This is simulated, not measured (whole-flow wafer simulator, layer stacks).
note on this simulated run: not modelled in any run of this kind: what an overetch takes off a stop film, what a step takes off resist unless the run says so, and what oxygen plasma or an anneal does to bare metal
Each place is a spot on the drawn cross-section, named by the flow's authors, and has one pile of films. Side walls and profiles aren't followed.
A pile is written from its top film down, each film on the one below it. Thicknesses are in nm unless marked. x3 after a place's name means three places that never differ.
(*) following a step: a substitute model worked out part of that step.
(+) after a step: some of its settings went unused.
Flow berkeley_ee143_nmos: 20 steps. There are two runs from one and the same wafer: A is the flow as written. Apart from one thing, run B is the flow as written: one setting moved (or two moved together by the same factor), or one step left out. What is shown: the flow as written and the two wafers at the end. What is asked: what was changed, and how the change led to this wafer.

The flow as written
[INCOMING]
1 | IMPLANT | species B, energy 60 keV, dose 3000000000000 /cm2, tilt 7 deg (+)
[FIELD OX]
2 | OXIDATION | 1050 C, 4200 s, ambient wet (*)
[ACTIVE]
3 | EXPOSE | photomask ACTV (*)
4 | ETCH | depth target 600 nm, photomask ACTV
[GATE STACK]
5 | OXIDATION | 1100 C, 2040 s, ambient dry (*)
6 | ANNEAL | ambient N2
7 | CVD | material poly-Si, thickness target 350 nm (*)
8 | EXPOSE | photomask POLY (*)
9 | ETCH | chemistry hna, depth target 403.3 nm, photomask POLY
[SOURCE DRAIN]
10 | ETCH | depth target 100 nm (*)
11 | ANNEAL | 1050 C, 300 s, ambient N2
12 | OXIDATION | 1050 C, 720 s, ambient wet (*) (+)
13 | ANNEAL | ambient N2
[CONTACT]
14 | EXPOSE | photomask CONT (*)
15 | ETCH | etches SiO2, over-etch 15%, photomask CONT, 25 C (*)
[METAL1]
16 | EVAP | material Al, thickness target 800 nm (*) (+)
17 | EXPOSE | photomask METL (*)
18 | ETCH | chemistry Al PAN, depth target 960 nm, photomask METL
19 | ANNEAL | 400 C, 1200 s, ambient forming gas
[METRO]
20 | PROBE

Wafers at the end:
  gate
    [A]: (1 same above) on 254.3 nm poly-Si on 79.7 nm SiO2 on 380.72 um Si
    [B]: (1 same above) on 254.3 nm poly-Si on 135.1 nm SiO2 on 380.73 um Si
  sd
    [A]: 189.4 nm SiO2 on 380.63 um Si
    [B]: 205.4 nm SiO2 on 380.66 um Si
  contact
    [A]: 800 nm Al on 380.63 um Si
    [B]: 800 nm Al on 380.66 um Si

The reason: step 4, ETCH: depth target 470 nm was run, while the flow as written has depth target 600 nm.

The path from the change to this, step by step:
  4 | ETCH | depth target 600 nm, photomask ACTV
      gate, sd, contact: A -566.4 SiO2 (all of it) | B -470 SiO2
  5 | OXIDATION | 1100 C, 2040 s, ambient dry (*)
      gate, sd, contact: A +79.7 SiO2 (new film), -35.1 Si | B +38.8 SiO2, -17.1 Si
  10 | ETCH | depth target 100 nm (*)
      sd, contact: A -79.7 SiO2 (all of it) | B -100 SiO2
  12 | OXIDATION | 1050 C, 720 s, ambient wet (*) (+)
      sd, contact: A +189.4 SiO2 (new film), -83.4 Si | B +170.3 SiO2, -74.9 Si
  15 | ETCH | etches SiO2, over-etch 15%, photomask CONT, 25 C (*)
      contact: A -189.4 SiO2 (all of it) | B -205.4 SiO2 (all of it)
